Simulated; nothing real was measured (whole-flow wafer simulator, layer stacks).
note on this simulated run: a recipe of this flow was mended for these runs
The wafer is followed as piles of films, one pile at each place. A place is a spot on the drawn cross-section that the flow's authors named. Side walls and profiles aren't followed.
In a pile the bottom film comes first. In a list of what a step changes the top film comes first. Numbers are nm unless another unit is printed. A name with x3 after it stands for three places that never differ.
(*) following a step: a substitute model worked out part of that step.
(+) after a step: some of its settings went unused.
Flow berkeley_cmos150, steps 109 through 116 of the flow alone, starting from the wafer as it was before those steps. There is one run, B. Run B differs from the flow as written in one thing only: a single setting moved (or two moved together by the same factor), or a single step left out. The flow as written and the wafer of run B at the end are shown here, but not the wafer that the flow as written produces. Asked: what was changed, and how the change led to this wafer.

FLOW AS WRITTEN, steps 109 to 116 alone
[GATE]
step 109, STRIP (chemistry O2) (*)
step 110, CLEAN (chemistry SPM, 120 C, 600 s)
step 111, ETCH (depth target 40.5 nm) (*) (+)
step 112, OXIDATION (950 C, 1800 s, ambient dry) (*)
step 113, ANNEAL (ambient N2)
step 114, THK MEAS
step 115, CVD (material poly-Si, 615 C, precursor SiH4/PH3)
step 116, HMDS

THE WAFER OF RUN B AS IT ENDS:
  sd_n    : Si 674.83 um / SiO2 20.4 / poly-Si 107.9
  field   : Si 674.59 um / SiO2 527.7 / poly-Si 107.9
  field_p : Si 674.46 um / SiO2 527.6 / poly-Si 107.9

What caused this: step 115, CVD: 580 C was run, though the flow has 615 C.

The path from the change to this, step by step:
  step 115, CVD (material poly-Si, 615 C, precursor SiH4/PH3)
      field, field_p, sd_n, gate_n, sd_p x2, contact, m1: poly-Si gains 107.9 (new film) (it would be, as written: poly-Si gains 251.5 (new film))
